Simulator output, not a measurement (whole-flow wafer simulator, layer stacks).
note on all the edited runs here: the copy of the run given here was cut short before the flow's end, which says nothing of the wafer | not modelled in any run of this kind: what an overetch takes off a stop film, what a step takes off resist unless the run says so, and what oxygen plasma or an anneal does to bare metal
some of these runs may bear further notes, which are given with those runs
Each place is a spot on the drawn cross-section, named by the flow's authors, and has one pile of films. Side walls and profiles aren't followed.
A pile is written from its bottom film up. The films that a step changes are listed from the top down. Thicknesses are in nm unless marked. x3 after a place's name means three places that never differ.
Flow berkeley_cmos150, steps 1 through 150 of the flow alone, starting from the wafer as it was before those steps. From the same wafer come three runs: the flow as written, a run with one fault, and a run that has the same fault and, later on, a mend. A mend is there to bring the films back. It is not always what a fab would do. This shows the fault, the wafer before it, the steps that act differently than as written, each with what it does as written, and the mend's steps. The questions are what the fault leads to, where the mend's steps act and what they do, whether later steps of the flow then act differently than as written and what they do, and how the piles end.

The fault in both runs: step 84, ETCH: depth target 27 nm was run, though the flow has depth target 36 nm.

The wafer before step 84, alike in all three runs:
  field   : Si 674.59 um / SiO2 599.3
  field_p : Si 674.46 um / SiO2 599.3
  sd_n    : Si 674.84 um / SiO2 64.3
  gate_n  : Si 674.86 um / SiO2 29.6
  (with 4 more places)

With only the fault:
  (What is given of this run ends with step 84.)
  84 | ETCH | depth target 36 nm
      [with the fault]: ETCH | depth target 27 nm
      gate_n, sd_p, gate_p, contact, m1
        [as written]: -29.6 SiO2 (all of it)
        [with the fault]: -27 SiO2
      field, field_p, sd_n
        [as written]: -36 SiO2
        [with the fault]: -27 SiO2
  The piles after step 84 differ from the flow's at sd_n, gate_n, sd_p, gate_p, contact, m1 by more than 2% or 0.5 nm, whichever is larger.
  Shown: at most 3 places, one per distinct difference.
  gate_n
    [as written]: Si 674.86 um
    [with the fault]: Si 674.86 um / SiO2 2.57
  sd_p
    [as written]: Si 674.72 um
    [with the fault]: Si 674.72 um / SiO2 2.57
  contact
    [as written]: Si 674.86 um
    [with the fault]: Si 674.86 um / SiO2 2.59

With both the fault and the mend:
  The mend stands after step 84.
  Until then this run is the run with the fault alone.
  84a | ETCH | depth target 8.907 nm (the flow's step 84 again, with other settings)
      gate_n, sd_p, gate_p, m1
        -2.57 SiO2 (all of it)
      field, field_p, sd_n
        -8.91 SiO2
      contact
        -2.59 SiO2 (all of it)
  Later steps of the flow that are run all act as written at every place that is followed, up to a difference of at most 2% or 0.5 nm, whichever is larger.
  When the end is reached, the piles differ only a little from the flow's at the places that both follow, at most by 2% or 0.5 nm, whichever is larger.
